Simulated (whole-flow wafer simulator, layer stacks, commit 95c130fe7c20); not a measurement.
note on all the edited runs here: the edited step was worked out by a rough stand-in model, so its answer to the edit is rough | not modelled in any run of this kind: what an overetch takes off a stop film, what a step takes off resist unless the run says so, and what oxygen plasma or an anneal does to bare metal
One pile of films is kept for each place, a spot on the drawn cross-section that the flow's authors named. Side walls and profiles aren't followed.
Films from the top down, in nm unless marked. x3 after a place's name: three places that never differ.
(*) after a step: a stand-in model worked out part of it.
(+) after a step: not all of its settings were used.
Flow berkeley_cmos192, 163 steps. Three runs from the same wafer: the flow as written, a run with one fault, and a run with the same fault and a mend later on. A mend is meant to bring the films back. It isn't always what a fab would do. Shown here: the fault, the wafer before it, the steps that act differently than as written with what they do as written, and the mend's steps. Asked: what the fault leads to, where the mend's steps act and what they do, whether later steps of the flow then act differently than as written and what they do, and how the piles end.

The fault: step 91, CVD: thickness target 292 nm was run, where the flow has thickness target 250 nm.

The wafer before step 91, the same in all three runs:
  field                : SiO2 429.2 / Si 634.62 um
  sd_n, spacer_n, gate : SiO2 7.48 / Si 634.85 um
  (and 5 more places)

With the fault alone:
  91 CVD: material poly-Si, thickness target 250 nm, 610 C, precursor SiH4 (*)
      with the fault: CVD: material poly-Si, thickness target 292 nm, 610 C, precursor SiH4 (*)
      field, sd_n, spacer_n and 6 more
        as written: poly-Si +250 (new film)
        with the fault: poly-Si +292 (new film)
  Later steps of the flow that act differently than as written (17 more steps differ only slightly, by at most 2% or 0.5 nm, whichever is larger, and aren't shown):
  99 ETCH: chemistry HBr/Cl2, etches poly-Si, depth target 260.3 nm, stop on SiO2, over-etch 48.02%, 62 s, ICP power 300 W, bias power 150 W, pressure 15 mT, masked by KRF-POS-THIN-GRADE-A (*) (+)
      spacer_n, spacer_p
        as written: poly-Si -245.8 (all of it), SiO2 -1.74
        with the fault: poly-Si -287.7 (all of it), SiO2 -0.49
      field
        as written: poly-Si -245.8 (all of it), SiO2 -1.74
        with the fault: poly-Si -287.8 (all of it), SiO2 -0.49
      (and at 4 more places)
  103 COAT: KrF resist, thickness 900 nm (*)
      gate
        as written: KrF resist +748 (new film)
        with the fault: KrF resist +712.9 (new film)
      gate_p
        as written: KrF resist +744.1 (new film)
        with the fault: KrF resist +709 (new film)
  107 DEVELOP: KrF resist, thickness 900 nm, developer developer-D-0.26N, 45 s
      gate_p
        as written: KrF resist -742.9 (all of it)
        with the fault: KrF resist -708 (all of it)
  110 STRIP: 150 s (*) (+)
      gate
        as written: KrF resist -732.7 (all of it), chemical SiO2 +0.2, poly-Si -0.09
        with the fault: KrF resist -697.7 (all of it), chemical SiO2 +0.2, poly-Si -0.09
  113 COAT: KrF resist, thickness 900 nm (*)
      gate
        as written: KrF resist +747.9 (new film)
        with the fault: KrF resist +712.9 (new film)
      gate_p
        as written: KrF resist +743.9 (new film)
        with the fault: KrF resist +708.9 (new film)
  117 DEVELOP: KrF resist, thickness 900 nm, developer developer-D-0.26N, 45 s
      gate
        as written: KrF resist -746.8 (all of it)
        with the fault: KrF resist -711.8 (all of it)
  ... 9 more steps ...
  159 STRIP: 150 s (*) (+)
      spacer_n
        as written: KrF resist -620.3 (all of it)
        with the fault: KrF resist -597.4 (all of it)
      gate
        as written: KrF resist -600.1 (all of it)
        with the fault: KrF resist -579.7 (all of it)
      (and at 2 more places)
  At the end the piles differ from the flow's by more than 2% or 0.5 nm, whichever is larger, at spacer_n, gate, spacer_p, gate_p.
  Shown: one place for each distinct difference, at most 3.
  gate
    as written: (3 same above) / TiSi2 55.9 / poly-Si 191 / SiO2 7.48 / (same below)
    with the fault: (3 same above) / TiSi2 55.9 / poly-Si 233 / SiO2 7.48 / (same below)
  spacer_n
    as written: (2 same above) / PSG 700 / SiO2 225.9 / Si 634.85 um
    with the fault: (2 same above) / PSG 700 / SiO2 267.9 / Si 634.85 um
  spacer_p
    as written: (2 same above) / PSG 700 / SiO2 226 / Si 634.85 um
    with the fault: (2 same above) / PSG 700 / SiO2 268 / Si 634.85 um

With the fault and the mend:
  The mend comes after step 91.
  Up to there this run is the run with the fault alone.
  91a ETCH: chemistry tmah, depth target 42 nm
      field, sd_n, spacer_n and 6 more
        poly-Si -42
  No later step of the flow acts differently than as written at any place that is followed.
  At the end the piles are the same as the flow's at every place that both follow.
